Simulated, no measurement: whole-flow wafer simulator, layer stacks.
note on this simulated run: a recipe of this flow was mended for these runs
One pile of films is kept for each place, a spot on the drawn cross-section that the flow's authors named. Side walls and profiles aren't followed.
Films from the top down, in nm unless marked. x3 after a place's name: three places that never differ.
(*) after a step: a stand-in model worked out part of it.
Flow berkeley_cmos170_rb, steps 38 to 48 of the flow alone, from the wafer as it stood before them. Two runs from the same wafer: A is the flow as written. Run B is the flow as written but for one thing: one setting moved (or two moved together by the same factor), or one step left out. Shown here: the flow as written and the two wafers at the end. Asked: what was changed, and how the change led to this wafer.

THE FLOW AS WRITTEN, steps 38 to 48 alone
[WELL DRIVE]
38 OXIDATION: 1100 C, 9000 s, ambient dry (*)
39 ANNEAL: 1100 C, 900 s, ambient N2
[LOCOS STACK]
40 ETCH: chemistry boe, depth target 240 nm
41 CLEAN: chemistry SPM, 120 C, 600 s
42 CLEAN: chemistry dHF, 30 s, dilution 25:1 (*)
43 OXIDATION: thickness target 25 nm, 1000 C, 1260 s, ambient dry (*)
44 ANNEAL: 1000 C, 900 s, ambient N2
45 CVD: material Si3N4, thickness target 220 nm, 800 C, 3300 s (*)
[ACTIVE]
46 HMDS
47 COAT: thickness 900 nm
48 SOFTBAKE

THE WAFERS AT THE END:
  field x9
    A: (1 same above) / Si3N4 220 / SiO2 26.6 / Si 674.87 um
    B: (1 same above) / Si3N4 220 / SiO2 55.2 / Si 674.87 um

The cause: step 40, ETCH: depth target 154 nm was run, where the flow has depth target 240 nm.

How the change led to this, step by step:
  40 ETCH: chemistry boe, depth target 240 nm
      field x9: A SiO2 -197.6 (all of it) | B SiO2 -154
  41 CLEAN: chemistry SPM, 120 C, 600 s
      field x9: A chemical SiO2 +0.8 (new film), Si -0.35 | B nothing
  42 CLEAN: chemistry dHF, 30 s, dilution 25:1 (*)
      field x9: A chemical SiO2 -0.8 (all of it) | B SiO2 -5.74
  43 OXIDATION: thickness target 25 nm, 1000 C, 1260 s, ambient dry (*)
      field x9: A SiO2 +26.6 (new film), Si -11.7 | B SiO2 +17.3, Si -7.61
